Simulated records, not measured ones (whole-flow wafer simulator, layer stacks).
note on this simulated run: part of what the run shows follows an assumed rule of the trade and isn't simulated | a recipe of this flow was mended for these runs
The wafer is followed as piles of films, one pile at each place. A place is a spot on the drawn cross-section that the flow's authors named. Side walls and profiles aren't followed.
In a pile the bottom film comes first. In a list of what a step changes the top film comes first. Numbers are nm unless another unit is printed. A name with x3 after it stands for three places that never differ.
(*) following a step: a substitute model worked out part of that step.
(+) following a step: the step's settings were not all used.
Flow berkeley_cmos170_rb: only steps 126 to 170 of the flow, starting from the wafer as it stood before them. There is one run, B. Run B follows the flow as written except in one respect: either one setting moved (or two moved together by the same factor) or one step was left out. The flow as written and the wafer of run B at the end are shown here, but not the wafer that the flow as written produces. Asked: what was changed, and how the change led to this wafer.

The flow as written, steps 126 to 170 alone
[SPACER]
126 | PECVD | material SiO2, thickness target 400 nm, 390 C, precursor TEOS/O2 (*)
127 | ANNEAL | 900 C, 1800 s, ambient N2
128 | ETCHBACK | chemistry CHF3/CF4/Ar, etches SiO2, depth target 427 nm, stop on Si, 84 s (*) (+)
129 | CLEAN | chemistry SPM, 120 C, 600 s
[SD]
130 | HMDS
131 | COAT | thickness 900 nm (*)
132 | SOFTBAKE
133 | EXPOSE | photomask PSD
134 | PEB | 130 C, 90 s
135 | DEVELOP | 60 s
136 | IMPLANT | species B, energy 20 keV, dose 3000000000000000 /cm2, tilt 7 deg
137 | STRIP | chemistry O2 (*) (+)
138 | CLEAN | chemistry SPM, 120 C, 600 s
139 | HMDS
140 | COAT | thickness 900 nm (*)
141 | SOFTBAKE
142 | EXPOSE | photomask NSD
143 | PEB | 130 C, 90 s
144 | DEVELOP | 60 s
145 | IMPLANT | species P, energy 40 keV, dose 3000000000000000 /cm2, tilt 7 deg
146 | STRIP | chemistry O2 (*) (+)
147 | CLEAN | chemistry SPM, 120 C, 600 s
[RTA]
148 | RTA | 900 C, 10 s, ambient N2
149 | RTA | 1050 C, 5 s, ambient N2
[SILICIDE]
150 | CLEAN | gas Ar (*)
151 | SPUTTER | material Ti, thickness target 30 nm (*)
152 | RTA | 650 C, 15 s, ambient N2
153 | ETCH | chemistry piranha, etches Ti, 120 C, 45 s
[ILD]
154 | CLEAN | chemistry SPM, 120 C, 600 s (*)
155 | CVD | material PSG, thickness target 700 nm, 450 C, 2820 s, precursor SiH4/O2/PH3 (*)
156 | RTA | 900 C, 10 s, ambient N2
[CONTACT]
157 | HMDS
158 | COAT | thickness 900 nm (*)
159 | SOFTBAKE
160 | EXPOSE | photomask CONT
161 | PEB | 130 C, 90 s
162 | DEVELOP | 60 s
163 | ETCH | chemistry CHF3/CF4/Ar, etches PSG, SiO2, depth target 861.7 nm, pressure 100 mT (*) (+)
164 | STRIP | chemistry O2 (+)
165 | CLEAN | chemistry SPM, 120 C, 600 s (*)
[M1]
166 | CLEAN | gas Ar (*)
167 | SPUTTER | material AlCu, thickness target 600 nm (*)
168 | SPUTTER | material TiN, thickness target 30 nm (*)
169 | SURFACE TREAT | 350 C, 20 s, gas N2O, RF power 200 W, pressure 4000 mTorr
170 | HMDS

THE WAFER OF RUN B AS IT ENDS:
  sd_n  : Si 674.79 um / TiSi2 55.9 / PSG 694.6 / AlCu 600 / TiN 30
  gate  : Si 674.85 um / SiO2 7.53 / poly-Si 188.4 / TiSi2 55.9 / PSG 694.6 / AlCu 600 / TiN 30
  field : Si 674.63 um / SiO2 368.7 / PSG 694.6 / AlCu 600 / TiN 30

Cause: step 126, PECVD: thickness target 371 nm was run, whereas the flow has thickness target 400 nm.

Step by step, how the change led to this:
  126 | PECVD | material SiO2, thickness target 400 nm, 390 C, precursor TEOS/O2 (*)
      field, sd_n, contact, m1: SiO2 gains 371 (as written it would have been: SiO2 gains 400)
      spacer_n, sd_p, spacer_p: SiO2 gains 357.5 (as written it would have been: SiO2 gains 385.3)
      (and at 2 other places as well)
  128 | ETCHBACK | chemistry CHF3/CF4/Ar, etches SiO2, depth target 427 nm, stop on Si, 84 s (*) (+)
      gate, gate_p: SiO2 loses 371 (all of it), chemical SiO2 loses 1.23 (all of it), poly-Si loses 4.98 (as written it would have been: SiO2 loses 400 (all of it), chemical SiO2 loses 1.23 (all of it), poly-Si loses 2.34)
      sd_n: SiO2 loses 377 (all of it), Si loses 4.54 (as written it would have been: SiO2 loses 406 (all of it), Si loses 1.91)
      (and at 3 other places as well)
  152 | RTA | 650 C, 15 s, ambient N2
      sd_p: Ti loses 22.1, TiSi first gains 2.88 (new film), TiSi2 C49 gains 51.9 (new film), Si loses 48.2 (as written it would have been: Ti loses 21.8, TiSi first gains 2.13 (new film), TiSi2 C49 gains 52.2 (new film), Si loses 48)
  156 | RTA | 900 C, 10 s, ambient N2
      sd_p: under 1 film: TiSi2 gains 52.7 (new film), TiSi first loses 2.78 (all of it), TiSi2 C49 loses 51.9 (all of it), Si loses 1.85 (as written it would have been: under 1 film: TiSi2 gains 52 (new film), TiSi first loses 2.02 (all of it), TiSi2 C49 loses 52.2 (all of it), Si loses 1.34)
  158 | COAT | thickness 900 nm (*)
      gate: KrF-resist gains 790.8 (new film) (as written it would have been: KrF-resist gains 810 (new film))
      gate_p: KrF-resist gains 781 (new film) (as written it would have been: KrF-resist gains 797.2 (new film))
  164 | STRIP | chemistry O2 (+)
      sd_n: KrF-resist loses 756.1 (all of it) (as written it would have been: KrF-resist loses 772.5 (all of it))
      gate: KrF-resist loses 558.8 (all of it) (as written it would have been: KrF-resist loses 577.9 (all of it))
      (and at 2 other places as well)
  167 | SPUTTER | material AlCu, thickness target 600 nm (*)
      sd_p: AlCu gains 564 (new film) (as written it would have been: AlCu gains 549.6 (new film))
  168 | SPUTTER | material TiN, thickness target 30 nm (*)
      sd_p: TiN gains 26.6 (new film) (as written it would have been: TiN gains 25.8 (new film))
